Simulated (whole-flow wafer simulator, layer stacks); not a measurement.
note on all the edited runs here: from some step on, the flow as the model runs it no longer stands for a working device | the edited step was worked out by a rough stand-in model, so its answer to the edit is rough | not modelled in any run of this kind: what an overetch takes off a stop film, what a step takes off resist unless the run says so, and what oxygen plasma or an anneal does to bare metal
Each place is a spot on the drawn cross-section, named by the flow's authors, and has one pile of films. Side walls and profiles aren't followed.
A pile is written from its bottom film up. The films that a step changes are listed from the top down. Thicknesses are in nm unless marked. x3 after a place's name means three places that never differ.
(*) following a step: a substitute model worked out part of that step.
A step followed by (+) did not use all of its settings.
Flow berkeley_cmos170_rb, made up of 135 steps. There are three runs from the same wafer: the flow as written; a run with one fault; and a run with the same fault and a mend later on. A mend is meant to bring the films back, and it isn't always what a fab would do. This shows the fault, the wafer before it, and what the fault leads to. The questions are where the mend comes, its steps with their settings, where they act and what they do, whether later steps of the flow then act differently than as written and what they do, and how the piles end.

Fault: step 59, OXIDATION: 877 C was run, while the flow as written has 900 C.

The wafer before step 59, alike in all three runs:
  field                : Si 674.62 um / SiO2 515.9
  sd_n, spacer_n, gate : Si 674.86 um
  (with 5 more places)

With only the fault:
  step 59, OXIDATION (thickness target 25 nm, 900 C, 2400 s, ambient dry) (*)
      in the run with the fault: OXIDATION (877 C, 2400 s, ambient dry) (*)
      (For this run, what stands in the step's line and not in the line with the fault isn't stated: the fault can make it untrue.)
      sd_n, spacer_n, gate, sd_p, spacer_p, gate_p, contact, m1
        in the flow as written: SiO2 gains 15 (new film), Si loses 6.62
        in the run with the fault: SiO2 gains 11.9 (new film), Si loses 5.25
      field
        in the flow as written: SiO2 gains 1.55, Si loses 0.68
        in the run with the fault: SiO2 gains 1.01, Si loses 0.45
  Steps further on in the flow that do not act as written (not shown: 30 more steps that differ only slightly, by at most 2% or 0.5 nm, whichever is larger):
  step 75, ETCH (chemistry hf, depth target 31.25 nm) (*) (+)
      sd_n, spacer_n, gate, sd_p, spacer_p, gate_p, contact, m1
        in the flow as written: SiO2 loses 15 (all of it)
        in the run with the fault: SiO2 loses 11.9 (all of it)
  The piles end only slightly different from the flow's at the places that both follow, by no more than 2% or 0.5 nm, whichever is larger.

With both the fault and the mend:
  The mend follows step 64.
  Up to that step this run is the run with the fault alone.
  step 64a, STRIP (*) (+)
      sd_p
        KrF resist loses 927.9 (all of it)
      spacer_p
        KrF resist loses 911.1 (all of it)
      gate_p
        KrF resist loses 910.3 (all of it)
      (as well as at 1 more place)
  step 64b, CLEAN (*) (a further turn of the flow's step 51)
      leaves every film unchanged at each place that is followed
  step 64c, OXIDATION (900 C, 724 s, ambient dry) (*) (a further turn of the flow's step 59, with different settings)
      sd_n, spacer_n, gate, sd_p, spacer_p, gate_p, contact, m1
        SiO2 gains 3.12, Si loses 1.37
      field
        SiO2 gains 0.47, Si loses 0.2
  step 64d, COAT (KrF resist, thickness 900 nm) (*) (a further turn of the flow's step 61)
      field
        KrF resist gains 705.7 (new film)
      sd_n
        KrF resist gains 957.4 (new film)
      spacer_n
        KrF resist gains 924.9 (new film)
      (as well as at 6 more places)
  step 64e, EXPOSE (photomask PWELL) (a further turn of the flow's step 62)
      leaves every film unchanged at each place that is followed
  step 64f, PEB (130 C, 60 s) (*) (a further turn of the flow's step 63)
      leaves every film unchanged at each place that is followed
  step 64g, DEVELOP (developer developer-D-0.26N, 45 s) (a further turn of the flow's step 64)
      sd_p, spacer_p, gate_p, m1
        KrF resist loses 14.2
      field
        KrF resist loses 705.7 (all of it)
      sd_n
        KrF resist loses 957.4 (all of it)
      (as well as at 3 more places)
  None of the later steps of the flow differs from how it acts as written, at any place that is followed, by more than 2% or 0.5 nm, whichever is larger.
  The piles end only slightly different from the flow's at the places that both follow, by no more than 2% or 0.5 nm, whichever is larger.
